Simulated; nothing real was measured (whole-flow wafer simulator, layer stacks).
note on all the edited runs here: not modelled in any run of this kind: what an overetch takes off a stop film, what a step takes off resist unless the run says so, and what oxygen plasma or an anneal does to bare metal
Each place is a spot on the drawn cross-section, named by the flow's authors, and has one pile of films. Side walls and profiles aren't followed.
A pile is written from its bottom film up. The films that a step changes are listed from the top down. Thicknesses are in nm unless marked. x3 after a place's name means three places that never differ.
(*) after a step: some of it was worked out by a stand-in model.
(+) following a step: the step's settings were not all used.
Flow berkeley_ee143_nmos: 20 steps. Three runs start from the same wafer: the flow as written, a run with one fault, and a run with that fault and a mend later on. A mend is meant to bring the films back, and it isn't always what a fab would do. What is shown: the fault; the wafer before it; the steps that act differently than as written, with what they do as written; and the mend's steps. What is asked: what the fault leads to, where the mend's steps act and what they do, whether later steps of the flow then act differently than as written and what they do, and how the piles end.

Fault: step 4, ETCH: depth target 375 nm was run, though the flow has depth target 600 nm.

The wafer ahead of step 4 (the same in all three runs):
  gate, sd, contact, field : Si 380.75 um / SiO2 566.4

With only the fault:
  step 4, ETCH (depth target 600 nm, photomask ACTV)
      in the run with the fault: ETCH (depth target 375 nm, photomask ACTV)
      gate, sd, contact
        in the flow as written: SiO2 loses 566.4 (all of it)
        in the run with the fault: SiO2 loses 375
  Steps further on in the flow that do not act as written:
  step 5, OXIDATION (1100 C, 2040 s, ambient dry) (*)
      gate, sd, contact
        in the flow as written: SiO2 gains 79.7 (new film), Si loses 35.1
        in the run with the fault: SiO2 gains 26.6, Si loses 11.7
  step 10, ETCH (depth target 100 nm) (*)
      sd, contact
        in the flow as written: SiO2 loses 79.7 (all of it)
        in the run with the fault: SiO2 loses 100
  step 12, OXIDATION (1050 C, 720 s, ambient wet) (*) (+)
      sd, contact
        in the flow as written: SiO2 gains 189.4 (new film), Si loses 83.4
        in the run with the fault: SiO2 gains 136.6, Si loses 60.1
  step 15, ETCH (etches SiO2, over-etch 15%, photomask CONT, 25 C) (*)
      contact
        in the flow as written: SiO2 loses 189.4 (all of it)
        in the run with the fault: SiO2 loses 254.6 (all of it)
  By the end, the piles at gate, sd depart from the flow's by more than 2% or 0.5 nm, whichever is larger.
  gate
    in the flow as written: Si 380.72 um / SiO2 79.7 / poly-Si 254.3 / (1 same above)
    in the run with the fault: Si 380.74 um / SiO2 218 / poly-Si 254.3 / (1 same above)
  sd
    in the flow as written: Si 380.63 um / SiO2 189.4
    in the run with the fault: Si 380.68 um / SiO2 254.6

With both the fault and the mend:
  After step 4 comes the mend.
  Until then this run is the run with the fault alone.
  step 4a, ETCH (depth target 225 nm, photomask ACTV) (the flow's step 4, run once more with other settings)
      gate, sd, contact
        SiO2 loses 191.4 (all of it)
  Every later step of the flow that is run acts as written at every place that is followed.
  By the end, the piles equal the flow's at every place that both follow.
